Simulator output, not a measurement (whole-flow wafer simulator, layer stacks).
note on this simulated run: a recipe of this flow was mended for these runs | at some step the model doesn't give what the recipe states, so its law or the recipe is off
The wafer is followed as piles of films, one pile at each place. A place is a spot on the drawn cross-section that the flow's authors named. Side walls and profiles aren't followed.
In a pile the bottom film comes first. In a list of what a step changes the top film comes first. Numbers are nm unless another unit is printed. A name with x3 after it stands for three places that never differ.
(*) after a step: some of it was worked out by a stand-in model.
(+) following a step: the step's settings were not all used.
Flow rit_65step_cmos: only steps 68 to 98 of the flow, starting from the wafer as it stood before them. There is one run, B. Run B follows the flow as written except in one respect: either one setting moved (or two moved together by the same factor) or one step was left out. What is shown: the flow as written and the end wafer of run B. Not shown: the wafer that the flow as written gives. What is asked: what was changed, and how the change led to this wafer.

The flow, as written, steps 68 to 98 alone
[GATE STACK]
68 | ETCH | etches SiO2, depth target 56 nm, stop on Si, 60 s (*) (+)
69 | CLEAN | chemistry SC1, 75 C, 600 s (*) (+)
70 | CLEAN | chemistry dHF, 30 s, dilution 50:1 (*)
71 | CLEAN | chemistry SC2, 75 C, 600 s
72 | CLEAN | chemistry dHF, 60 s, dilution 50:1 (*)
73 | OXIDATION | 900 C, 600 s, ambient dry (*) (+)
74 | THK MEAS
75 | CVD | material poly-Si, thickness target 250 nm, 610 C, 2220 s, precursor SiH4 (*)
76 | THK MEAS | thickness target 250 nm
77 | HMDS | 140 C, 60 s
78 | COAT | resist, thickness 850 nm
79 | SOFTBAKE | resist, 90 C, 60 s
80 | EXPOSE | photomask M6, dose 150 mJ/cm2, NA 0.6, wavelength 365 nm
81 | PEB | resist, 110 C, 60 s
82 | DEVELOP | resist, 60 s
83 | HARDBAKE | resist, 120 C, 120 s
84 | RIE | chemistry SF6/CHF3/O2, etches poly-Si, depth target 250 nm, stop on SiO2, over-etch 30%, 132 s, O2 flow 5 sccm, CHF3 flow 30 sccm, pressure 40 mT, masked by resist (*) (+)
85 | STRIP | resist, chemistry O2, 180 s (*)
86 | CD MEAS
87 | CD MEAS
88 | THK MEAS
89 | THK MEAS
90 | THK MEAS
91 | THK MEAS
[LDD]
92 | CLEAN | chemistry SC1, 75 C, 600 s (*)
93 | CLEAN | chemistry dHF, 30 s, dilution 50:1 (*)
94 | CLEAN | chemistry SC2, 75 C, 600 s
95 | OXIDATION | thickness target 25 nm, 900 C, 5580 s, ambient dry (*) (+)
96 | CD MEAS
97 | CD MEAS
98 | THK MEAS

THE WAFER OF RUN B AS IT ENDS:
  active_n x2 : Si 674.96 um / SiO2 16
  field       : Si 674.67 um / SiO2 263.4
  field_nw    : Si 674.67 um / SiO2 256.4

Cause: step 84, RIE: depth target 186 nm was run, while the flow as written has depth target 250 nm; step 84, RIE: 98 s was run, where the flow has 132 s.

The path from the change to this, step by step:
  84 | RIE | chemistry SF6/CHF3/O2, etches poly-Si, depth target 250 nm, stop on SiO2, over-etch 30%, 132 s, O2 flow 5 sccm, CHF3 flow 30 sccm, pressure 40 mT, masked by resist (*) (+)
      field, field_pw, field_nw and 9 more: -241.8 poly-Si (as written it would have been: -250 poly-Si (all of it), -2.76 SiO2)
      gate_n, gate_p: -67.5 resist (as written it would have been: -90.8 resist)
  85 | STRIP | resist, chemistry O2, 180 s (*)
      field, field_pw, field_nw and 9 more: +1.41 chemical SiO2 (new film), -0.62 poly-Si (as written it would have been: nothing)
      gate_n, gate_p: +1.34 chemical SiO2 (new film), -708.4 resist (all of it), -0.59 poly-Si (as written it would have been: +1.34 chemical SiO2 (new film), -685.2 resist (all of it), -0.59 poly-Si)
  92 | CLEAN | chemistry SC1, 75 C, 600 s (*)
      field, field_pw, field_nw and 9 more: -0.81 chemical SiO2, -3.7 poly-Si (as written it would have been: -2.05 SiO2)
  93 | CLEAN | chemistry dHF, 30 s, dilution 50:1 (*)
      active_n x2, spacer, spacer_p, sd_n, sd_p, contact, m1: -0.6 chemical SiO2 (all of it) (as written it would have been: -2.36 SiO2 (all of it))
      field, field_pw, field_nw, field_p: -0.6 chemical SiO2 (all of it) (as written it would have been: -2.78 SiO2)
  95 | OXIDATION | thickness target 25 nm, 900 C, 5580 s, ambient dry (*) (+)
      active_n x2, spacer, spacer_p, sd_n, sd_p, contact, m1: -0.4 chemical SiO2 (all of it), -3.7 poly-Si (all of it), +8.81 SiO2 (as written it would have been: +26.5 SiO2 (new film), -0.4 chemical SiO2 (all of it), -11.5 Si)
      field, field_pw: -0.4 chemical SiO2 (all of it), -3.7 poly-Si (all of it), +8.81 SiO2 (as written it would have been: +6.43 SiO2, -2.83 Si)
      (and at 2 other places as well)
